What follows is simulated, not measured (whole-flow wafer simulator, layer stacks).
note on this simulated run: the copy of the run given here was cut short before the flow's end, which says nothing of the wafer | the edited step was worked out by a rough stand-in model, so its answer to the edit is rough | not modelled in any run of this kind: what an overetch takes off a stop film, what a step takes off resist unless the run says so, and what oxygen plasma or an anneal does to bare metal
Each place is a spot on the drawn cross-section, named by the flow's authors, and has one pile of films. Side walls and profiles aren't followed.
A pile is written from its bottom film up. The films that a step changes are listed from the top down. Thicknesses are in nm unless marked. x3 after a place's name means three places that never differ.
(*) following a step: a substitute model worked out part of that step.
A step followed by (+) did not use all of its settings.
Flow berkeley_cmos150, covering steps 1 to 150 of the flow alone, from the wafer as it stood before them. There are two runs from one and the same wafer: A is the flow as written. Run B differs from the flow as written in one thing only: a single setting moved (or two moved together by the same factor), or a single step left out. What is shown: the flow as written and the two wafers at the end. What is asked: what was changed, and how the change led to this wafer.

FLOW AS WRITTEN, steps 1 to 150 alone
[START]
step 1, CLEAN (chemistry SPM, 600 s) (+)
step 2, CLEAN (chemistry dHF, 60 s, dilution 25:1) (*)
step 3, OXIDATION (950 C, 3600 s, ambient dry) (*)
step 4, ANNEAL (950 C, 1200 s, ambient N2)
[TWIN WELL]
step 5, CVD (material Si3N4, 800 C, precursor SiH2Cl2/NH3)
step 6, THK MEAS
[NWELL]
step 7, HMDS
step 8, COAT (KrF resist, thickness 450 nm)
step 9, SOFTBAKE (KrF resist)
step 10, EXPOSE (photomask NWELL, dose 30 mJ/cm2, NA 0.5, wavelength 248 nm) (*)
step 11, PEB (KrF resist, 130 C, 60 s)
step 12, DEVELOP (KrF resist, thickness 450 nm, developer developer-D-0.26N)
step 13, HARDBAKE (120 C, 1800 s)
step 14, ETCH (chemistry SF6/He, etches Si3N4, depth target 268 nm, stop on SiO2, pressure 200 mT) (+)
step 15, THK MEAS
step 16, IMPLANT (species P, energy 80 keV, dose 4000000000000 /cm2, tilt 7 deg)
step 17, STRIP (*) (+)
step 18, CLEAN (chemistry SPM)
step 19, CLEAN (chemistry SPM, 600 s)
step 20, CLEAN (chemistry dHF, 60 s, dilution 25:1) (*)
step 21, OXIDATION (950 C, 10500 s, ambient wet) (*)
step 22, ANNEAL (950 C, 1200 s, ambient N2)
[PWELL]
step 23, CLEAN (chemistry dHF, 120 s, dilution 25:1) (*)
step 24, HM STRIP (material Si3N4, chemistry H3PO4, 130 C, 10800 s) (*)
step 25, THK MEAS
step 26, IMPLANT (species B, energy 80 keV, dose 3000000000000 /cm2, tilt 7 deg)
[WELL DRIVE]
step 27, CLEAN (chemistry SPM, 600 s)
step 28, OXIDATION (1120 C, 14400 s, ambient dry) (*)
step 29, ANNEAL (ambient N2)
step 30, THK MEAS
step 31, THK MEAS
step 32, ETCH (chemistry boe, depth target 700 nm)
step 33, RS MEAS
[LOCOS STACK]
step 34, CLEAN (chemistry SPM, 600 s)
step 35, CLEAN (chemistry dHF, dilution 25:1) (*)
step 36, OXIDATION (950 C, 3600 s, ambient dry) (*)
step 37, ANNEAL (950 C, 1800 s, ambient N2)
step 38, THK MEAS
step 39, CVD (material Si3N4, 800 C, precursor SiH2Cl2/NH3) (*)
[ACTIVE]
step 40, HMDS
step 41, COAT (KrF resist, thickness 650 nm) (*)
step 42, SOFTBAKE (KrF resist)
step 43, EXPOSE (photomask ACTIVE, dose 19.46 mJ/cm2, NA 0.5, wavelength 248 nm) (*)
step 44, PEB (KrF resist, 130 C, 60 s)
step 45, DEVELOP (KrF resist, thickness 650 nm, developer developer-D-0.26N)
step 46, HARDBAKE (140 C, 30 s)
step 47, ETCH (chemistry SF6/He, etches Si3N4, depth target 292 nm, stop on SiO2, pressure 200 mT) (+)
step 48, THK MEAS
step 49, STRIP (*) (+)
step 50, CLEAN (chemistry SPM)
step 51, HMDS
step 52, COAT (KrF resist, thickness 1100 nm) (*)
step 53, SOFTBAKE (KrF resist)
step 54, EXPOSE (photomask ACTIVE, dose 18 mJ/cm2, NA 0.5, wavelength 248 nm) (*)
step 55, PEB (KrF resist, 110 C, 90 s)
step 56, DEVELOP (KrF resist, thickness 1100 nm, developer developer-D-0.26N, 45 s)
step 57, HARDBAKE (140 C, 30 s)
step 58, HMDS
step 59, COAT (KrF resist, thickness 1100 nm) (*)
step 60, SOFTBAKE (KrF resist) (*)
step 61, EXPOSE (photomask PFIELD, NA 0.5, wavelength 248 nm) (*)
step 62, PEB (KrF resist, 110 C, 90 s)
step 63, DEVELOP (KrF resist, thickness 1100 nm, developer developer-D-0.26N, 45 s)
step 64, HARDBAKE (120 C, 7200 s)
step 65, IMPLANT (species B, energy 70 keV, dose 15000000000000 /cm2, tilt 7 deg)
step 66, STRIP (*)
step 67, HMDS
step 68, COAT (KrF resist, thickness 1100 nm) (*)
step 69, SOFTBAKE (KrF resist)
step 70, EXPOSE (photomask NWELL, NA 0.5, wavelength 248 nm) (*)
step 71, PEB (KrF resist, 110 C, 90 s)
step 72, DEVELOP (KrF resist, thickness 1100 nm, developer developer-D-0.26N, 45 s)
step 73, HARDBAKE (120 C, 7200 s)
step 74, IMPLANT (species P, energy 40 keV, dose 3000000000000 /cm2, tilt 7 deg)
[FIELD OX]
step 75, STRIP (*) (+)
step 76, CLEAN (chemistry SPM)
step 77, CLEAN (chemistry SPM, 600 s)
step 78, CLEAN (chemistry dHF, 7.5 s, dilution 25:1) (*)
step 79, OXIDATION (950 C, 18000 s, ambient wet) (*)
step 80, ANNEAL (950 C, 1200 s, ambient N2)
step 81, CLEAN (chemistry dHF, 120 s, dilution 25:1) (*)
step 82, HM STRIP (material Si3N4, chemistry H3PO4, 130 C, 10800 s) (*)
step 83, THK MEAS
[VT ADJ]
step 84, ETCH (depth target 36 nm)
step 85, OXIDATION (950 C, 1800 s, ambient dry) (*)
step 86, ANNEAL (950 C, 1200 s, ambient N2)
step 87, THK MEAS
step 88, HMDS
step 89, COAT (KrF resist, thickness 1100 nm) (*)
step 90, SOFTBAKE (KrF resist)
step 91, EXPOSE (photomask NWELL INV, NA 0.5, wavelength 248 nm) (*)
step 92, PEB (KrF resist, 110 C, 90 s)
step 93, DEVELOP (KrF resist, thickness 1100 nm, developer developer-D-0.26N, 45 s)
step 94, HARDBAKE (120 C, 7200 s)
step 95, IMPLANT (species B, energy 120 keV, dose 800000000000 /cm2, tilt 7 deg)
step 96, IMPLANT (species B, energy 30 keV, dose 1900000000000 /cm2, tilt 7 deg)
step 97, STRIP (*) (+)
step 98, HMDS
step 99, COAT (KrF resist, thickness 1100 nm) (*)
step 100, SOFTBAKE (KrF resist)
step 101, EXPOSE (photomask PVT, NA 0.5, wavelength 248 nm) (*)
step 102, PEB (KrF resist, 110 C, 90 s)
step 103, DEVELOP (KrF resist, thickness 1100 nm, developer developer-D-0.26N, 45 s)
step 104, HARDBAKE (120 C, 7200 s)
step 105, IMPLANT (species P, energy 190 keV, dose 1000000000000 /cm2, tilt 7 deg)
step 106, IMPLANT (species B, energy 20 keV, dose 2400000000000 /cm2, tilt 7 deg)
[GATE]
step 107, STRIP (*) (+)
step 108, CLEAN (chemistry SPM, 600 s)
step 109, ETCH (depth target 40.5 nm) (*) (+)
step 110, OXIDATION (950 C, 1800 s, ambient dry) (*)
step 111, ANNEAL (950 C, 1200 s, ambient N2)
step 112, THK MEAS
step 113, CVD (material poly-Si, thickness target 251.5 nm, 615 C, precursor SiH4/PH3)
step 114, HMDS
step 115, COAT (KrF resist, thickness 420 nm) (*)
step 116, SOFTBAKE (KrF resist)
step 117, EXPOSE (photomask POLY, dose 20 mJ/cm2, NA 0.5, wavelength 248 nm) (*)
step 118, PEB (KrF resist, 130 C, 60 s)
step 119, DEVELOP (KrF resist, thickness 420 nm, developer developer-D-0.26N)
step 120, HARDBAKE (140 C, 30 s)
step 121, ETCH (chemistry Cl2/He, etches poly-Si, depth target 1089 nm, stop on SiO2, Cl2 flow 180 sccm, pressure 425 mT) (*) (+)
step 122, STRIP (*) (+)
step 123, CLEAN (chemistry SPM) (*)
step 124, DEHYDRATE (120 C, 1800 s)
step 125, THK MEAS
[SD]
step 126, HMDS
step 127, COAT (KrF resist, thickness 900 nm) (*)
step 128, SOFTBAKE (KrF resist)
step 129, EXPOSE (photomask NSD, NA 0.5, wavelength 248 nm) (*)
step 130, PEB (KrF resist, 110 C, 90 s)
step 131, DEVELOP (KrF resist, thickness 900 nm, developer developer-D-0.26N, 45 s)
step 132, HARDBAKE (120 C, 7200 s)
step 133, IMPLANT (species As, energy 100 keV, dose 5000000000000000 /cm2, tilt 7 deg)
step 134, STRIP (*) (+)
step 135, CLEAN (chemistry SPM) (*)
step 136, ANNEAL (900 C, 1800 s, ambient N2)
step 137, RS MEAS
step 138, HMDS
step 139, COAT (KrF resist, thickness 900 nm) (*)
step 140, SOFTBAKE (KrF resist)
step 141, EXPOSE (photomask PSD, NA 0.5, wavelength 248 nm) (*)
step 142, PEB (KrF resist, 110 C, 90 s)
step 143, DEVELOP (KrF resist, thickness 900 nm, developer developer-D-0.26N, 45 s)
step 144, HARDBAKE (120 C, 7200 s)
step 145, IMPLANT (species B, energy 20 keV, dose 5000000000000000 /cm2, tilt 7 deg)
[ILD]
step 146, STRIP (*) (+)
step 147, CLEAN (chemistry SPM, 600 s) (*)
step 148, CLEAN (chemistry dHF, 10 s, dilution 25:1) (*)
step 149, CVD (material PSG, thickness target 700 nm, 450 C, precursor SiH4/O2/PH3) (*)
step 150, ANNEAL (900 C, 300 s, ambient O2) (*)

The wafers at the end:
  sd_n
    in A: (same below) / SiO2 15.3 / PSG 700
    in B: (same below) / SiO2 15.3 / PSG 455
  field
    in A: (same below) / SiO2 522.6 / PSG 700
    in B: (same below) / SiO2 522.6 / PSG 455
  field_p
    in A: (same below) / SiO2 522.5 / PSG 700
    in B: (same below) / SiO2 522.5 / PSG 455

The reason: step 149, CVD: thickness target 455 nm was run, though the flow has thickness target 700 nm.
The wafer itself shows it: sd_n has PSG 455, and step 149 as written asks for 700 nm.

How this came from the change, step by step:
  step 149, CVD (material PSG, thickness target 700 nm, 450 C, precursor SiH4/O2/PH3) (*)
      field, field_p, sd_n, gate_n, gate_p, contact, m1: A PSG gains 700 (new film) | B PSG gains 455 (new film)
      sd_p: A PSG gains 639.5 (new film) | B PSG gains 420.2 (new film)
